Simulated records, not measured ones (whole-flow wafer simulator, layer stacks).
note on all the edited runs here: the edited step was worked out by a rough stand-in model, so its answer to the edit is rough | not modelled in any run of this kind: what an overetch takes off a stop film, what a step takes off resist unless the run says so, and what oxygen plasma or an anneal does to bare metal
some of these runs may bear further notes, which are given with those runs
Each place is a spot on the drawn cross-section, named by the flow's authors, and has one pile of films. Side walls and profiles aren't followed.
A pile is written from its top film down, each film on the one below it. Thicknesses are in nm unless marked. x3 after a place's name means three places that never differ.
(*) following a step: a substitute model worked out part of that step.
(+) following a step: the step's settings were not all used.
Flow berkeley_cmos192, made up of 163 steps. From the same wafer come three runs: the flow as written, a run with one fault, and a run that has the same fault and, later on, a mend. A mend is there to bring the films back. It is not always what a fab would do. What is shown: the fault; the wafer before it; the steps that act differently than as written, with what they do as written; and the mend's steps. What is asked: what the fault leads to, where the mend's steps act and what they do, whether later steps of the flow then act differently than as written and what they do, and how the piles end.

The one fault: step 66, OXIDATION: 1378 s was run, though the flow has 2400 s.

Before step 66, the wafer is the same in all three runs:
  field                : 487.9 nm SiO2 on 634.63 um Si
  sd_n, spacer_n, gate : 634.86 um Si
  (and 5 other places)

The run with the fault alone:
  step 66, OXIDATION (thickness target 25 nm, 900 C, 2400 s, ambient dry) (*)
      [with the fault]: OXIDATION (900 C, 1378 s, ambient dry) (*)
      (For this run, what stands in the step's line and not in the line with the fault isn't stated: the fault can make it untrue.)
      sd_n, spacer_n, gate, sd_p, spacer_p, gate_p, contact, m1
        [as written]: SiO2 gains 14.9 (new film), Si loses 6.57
        [with the fault]: SiO2 gains 10.5 (new film), Si loses 4.63
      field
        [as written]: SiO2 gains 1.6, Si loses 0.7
        [with the fault]: SiO2 gains 0.92, Si loses 0.4
  Later steps of the flow acting differently than as written (not shown: 35 more steps that differ only slightly, by at most 2% or 0.5 nm, whichever is larger):
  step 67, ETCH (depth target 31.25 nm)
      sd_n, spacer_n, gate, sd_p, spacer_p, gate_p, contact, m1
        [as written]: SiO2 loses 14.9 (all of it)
        [with the fault]: SiO2 loses 10.5 (all of it)
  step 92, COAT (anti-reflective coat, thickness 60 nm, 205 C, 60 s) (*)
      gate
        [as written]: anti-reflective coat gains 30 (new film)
        [with the fault]: anti-reflective coat gains 30.7 (new film)
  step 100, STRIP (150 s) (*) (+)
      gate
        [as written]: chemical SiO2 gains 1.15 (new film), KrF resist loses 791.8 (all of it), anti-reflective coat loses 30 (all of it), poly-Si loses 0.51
        [with the fault]: chemical SiO2 gains 1.15 (new film), KrF resist loses 789.9 (all of it), anti-reflective coat loses 30.7 (all of it), poly-Si loses 0.51
  When the end is reached, the piles differ only a little from the flow's at the places that both follow, at most by 2% or 0.5 nm, whichever is larger.

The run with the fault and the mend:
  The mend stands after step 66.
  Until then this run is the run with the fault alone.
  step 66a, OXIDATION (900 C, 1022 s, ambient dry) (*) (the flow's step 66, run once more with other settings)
      sd_n, spacer_n, gate, sd_p, spacer_p, gate_p, contact, m1
        SiO2 gains 4.41, Si loses 1.94
      field
        SiO2 gains 0.68, Si loses 0.3
  None of the later steps of the flow acts differently than as written at any place that is followed.
  By the end, the piles equal the flow's at every place that both follow.
